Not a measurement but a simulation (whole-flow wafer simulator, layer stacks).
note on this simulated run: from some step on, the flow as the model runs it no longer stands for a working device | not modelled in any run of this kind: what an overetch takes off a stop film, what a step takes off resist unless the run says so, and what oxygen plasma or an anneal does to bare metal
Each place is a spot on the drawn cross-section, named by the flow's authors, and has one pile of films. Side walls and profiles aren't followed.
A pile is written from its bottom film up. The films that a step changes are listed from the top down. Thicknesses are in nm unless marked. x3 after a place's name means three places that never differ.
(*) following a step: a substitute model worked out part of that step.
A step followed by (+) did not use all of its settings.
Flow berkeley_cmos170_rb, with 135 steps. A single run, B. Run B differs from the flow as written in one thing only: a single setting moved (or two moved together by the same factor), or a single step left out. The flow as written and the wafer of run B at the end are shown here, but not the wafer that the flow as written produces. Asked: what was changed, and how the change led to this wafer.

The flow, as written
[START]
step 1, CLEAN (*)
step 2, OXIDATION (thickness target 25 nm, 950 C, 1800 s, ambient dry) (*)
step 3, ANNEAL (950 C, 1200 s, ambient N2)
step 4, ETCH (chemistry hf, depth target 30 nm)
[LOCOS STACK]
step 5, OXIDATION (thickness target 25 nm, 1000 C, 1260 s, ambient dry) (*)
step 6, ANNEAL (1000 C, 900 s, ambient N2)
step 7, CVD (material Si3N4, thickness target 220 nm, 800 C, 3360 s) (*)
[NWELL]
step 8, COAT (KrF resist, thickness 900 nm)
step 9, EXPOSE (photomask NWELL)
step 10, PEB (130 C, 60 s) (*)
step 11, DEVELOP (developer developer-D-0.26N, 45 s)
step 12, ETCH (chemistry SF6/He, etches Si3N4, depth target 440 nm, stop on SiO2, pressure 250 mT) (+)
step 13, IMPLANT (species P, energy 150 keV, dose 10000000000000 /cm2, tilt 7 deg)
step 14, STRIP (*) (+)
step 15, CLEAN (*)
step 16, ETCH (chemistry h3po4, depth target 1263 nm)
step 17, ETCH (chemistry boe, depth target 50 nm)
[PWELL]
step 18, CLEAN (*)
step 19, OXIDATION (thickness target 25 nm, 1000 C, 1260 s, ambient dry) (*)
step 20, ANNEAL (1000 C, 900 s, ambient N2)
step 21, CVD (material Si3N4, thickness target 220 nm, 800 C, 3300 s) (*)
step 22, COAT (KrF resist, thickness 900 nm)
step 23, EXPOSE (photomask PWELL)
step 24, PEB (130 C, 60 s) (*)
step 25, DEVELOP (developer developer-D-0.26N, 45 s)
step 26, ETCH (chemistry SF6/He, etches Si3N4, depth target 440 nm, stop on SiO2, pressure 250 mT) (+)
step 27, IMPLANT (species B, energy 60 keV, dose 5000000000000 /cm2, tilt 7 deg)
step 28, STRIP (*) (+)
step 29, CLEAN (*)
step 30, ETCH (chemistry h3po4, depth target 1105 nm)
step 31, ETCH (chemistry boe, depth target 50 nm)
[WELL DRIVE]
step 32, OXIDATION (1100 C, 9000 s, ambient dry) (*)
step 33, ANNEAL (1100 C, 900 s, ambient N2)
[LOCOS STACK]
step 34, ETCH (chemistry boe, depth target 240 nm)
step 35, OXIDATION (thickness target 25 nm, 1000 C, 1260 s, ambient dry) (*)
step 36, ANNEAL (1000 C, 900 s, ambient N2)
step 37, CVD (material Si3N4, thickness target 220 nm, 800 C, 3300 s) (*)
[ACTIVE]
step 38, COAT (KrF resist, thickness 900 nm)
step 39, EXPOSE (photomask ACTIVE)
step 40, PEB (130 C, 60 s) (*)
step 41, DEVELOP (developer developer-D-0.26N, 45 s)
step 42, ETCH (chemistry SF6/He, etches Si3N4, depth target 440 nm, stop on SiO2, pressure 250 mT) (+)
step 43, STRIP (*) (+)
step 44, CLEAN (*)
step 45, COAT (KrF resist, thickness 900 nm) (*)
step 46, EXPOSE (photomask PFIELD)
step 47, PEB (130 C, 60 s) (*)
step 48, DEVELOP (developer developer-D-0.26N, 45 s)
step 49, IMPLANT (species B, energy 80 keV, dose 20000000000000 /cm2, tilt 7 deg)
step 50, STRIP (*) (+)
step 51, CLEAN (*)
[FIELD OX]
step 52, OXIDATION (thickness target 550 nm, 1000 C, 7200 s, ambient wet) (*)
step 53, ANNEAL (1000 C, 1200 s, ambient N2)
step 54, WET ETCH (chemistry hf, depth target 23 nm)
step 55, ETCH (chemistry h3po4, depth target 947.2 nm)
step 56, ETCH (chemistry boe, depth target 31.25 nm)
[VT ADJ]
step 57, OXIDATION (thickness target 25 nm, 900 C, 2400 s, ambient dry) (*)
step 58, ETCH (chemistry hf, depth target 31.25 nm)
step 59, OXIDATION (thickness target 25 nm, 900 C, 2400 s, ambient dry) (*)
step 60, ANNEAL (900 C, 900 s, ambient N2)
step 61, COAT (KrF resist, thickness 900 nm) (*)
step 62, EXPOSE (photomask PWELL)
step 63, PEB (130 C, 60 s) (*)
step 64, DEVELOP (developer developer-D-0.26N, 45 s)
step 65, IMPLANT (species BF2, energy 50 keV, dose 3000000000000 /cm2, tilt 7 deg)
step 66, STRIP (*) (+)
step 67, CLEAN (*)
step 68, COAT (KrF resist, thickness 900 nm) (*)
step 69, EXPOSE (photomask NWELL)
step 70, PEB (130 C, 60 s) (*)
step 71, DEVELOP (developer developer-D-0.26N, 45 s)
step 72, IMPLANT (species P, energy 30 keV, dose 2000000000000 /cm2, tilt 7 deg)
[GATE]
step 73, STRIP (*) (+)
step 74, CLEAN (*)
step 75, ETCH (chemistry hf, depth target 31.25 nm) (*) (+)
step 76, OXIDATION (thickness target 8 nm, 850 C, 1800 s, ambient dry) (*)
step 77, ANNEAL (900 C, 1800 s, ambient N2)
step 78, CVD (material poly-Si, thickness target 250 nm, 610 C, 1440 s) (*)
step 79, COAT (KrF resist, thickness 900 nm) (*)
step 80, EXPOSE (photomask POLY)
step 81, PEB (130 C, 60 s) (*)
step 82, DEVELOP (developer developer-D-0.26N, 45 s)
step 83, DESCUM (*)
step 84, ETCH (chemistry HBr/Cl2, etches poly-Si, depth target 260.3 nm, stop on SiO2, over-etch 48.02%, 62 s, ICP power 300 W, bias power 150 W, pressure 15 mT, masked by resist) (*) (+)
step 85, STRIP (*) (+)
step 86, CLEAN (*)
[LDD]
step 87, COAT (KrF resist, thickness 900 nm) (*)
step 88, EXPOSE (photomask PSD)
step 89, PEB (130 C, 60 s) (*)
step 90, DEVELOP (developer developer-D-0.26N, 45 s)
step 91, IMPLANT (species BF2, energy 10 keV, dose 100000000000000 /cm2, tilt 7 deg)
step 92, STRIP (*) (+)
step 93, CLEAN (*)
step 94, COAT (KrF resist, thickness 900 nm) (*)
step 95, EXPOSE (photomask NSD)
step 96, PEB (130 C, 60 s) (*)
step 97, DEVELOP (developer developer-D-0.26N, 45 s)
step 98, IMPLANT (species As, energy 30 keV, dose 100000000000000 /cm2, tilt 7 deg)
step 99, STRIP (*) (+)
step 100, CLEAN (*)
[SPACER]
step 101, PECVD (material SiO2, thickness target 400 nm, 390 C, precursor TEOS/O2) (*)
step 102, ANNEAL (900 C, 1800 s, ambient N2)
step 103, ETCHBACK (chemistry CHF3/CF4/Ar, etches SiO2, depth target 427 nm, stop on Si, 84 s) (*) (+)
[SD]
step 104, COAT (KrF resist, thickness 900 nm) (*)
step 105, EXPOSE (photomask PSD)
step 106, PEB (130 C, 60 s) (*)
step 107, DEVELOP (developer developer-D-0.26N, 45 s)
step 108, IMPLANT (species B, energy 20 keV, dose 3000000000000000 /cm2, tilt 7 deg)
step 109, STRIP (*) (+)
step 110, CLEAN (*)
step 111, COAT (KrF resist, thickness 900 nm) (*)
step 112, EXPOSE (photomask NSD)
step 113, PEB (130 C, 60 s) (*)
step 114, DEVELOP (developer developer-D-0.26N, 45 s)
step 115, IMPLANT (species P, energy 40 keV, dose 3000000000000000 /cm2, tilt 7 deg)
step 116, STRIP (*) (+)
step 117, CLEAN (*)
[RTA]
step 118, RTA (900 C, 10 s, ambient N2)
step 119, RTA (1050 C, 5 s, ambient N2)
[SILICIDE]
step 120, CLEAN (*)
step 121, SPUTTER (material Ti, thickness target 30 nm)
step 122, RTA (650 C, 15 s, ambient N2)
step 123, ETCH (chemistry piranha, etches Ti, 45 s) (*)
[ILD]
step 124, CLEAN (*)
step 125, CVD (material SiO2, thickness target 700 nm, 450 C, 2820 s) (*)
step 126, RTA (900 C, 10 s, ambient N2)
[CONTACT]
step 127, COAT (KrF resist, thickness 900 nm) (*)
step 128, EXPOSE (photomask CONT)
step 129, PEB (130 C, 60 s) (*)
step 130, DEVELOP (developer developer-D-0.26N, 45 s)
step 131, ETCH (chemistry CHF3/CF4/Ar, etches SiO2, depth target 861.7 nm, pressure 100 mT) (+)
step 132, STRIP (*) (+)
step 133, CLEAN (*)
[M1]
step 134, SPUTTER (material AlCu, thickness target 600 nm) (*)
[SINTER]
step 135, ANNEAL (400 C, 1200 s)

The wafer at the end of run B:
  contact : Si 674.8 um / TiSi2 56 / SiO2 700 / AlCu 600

The reason: step 131, ETCH: chemistry CHF3/CF4/Ar, etches SiO2, depth target 861.7 nm, pressure 100 mT (+), was skipped.

The path from the change to this, step by step:
  step 132, STRIP (*) (+)
      field: -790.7 KrF resist (all of it) (in the flow as written it would be: -575.3 KrF resist (all of it))
      sd_n: -995.8 KrF resist (all of it) (in the flow as written it would be: -780.4 KrF resist (all of it))
      (as well as at 6 more places)
  step 134, SPUTTER (material AlCu, thickness target 600 nm) (*)
      contact: +600 AlCu (new film) (in the flow as written it would be: +415.1 AlCu (new film))
